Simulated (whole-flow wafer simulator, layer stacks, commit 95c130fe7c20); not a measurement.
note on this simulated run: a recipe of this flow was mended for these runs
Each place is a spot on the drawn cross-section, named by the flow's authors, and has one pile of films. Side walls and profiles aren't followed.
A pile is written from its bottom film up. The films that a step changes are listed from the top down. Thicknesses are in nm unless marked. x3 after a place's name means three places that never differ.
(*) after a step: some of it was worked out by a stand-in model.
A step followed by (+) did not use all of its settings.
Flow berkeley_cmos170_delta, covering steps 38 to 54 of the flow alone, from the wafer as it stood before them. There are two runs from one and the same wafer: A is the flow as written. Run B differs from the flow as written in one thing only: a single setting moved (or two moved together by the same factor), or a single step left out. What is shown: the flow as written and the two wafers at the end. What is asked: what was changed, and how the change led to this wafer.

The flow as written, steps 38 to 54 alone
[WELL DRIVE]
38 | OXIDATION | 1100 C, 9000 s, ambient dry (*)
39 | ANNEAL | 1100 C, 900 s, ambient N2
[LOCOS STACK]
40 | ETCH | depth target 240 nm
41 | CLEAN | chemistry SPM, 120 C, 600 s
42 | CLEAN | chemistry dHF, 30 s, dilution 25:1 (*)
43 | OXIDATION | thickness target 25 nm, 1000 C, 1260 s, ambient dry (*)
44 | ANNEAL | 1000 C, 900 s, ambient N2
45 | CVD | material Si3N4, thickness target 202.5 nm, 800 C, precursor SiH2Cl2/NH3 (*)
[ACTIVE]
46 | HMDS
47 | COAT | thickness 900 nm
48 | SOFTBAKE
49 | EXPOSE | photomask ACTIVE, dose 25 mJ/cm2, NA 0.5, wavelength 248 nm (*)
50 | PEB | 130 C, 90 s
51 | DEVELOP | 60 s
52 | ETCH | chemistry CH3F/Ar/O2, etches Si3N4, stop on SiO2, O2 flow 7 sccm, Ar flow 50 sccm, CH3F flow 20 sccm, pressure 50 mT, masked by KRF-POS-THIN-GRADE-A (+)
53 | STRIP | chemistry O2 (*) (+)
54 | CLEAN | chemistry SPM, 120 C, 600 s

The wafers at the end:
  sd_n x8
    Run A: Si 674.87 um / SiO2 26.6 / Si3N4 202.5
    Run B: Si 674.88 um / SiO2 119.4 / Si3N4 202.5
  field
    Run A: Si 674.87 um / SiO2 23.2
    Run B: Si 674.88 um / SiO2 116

The reason: step 40, ETCH: depth target 84 nm was run, while the flow as written has depth target 240 nm.

The path from the change to this, step by step:
  40 | ETCH | depth target 240 nm
      field, sd_n x8: A SiO2 loses 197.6 (all of it) | B SiO2 loses 84
  41 | CLEAN | chemistry SPM, 120 C, 600 s
      field, sd_n x8: A chemical SiO2 gains 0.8 (new film), Si loses 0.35 | B nothing
  42 | CLEAN | chemistry dHF, 30 s, dilution 25:1 (*)
      field, sd_n x8: A chemical SiO2 loses 0.8 (all of it) | B SiO2 loses 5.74
  43 | OXIDATION | thickness target 25 nm, 1000 C, 1260 s, ambient dry (*)
      field, sd_n x8: A SiO2 gains 26.6 (new film), Si loses 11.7 | B SiO2 gains 11.4, Si loses 5.03
